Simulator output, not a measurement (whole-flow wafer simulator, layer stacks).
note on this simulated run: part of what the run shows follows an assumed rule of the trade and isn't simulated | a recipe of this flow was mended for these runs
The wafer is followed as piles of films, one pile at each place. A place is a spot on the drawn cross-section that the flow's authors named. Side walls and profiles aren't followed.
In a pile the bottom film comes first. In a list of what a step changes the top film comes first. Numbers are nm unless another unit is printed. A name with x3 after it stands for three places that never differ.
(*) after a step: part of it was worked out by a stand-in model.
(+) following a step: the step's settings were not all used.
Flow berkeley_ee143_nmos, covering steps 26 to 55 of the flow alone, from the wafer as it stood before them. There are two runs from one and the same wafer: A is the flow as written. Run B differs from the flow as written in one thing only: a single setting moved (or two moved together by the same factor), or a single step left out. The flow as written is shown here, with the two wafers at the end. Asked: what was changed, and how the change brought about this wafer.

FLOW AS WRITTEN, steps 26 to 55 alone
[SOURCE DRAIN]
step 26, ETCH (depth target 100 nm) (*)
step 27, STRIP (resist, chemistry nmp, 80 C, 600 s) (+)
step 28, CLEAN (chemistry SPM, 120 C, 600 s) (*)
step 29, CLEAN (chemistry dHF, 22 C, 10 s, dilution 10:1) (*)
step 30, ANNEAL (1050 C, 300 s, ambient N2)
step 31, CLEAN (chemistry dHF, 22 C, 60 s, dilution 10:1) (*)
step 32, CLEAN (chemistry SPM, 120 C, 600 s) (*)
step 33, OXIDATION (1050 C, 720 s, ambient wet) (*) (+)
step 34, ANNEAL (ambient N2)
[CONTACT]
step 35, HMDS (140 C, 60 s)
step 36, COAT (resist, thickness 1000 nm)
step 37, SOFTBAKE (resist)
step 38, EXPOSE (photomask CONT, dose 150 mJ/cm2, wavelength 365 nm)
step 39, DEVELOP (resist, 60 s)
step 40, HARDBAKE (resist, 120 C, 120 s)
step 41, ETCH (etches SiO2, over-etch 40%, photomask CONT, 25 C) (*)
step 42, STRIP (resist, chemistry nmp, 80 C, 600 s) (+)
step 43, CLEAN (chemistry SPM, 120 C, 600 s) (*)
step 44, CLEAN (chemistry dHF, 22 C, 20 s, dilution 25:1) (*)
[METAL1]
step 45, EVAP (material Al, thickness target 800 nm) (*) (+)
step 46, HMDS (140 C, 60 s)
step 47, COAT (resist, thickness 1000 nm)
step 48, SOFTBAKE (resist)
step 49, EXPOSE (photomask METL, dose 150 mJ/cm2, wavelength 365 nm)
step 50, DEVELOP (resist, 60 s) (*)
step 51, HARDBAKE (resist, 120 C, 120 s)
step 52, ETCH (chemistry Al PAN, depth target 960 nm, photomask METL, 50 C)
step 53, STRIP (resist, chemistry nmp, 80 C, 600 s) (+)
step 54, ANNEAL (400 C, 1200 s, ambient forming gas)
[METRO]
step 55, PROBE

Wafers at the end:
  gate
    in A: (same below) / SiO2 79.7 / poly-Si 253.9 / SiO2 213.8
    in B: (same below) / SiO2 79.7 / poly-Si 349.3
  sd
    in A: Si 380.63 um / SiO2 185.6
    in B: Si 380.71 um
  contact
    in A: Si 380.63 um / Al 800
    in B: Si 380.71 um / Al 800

The reason: step 33, OXIDATION: 1050 C, 720 s, ambient wet (*) (+), was not run.

The path from the change to this, step by step:
  step 36, COAT (resist, thickness 1000 nm)
      gate: A +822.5 resist (new film) | B +841.1 resist (new film)
      field: A +850.4 resist (new film) | B +804.7 resist (new film)
  step 40, HARDBAKE (resist, 120 C, 120 s)
      gate: A -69 resist | B -70.6 resist
      field: A -71.4 resist | B -67.4 resist
  step 41, ETCH (etches SiO2, over-etch 40%, photomask CONT, 25 C) (*)
      contact: A -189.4 SiO2 (all of it) | B -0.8 chemical SiO2 (all of it)
  step 42, STRIP (resist, chemistry nmp, 80 C, 600 s) (+)
      gate: A -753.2 resist (all of it) | B -770.1 resist (all of it)
      field: A -778.6 resist (all of it) | B -736.9 resist (all of it)
  step 44, CLEAN (chemistry dHF, 22 C, 20 s, dilution 25:1) (*)
      gate: A -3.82 SiO2 | B -0.8 chemical SiO2 (all of it)
      sd: A -3.83 SiO2 | B -0.8 chemical SiO2 (all of it)
  step 47, COAT (resist, thickness 1000 nm)
      gate: A +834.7 resist (new film) | B +858.9 resist (new film)
      contact: A +1301 resist (new film) | B +1167.8 resist (new film)
      (and at 1 other place as well)
  step 50, DEVELOP (resist, 60 s) (*)
      gate: A -834.7 resist (all of it), -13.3 Al | B -858.9 resist (all of it), -13.3 Al
      field: A -854.5 resist (all of it), -13.3 Al | B -826.7 resist (all of it), -13.3 Al
  step 51, HARDBAKE (resist, 120 C, 120 s)
      contact: A -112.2 resist | B -100 resist
  step 53, STRIP (resist, chemistry nmp, 80 C, 600 s) (+)
      contact: A -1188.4 resist (all of it) | B -1067.4 resist (all of it)
